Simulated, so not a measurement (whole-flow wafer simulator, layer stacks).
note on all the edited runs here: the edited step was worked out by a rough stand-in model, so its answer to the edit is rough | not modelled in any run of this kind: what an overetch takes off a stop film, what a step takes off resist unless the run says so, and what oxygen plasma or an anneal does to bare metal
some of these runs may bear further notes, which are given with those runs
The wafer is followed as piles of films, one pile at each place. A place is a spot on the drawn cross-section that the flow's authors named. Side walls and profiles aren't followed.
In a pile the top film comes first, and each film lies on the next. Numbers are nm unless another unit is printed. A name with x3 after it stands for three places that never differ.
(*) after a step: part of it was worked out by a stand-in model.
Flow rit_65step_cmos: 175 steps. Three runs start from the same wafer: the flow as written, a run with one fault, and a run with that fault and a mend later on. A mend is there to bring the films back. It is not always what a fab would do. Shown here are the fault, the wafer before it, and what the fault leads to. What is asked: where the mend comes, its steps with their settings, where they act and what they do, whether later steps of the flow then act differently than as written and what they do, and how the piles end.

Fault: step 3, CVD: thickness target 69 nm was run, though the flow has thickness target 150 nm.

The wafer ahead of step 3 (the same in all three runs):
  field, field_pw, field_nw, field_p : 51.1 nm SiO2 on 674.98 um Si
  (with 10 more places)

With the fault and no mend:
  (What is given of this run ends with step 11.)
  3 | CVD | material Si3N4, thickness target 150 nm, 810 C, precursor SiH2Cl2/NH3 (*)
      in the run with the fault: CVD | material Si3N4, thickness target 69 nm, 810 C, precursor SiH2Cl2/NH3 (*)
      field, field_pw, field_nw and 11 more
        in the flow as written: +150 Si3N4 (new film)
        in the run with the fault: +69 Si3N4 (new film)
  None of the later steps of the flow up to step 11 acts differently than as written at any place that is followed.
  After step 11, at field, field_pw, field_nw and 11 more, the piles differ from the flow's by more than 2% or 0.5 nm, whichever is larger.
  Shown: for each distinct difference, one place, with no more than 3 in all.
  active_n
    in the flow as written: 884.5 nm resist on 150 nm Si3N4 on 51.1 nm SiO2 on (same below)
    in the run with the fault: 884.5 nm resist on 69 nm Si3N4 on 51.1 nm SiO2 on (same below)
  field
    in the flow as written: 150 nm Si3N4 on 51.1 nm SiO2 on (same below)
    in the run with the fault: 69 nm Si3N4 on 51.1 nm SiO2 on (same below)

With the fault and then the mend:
  The mend follows step 4.
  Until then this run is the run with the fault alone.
  4a | ETCH | chemistry h3po4, depth target 79.35 nm
      field, field_pw, field_nw and 11 more
        -69 Si3N4 (all of it)
  4b | CLEAN | chemistry SC2, 75 C, 600 s
      alters no film at any place that is followed
  4c | CVD | material Si3N4, thickness target 150 nm, 810 C, precursor SiH2Cl2/NH3 (*) (the flow's step 3, run once more)
      field, field_pw, field_nw and 11 more
        +150 Si3N4 (new film)
  None of the later steps of the flow acts differently than as written at any place that is followed.
  By the end, the piles equal the flow's at every place that both follow.
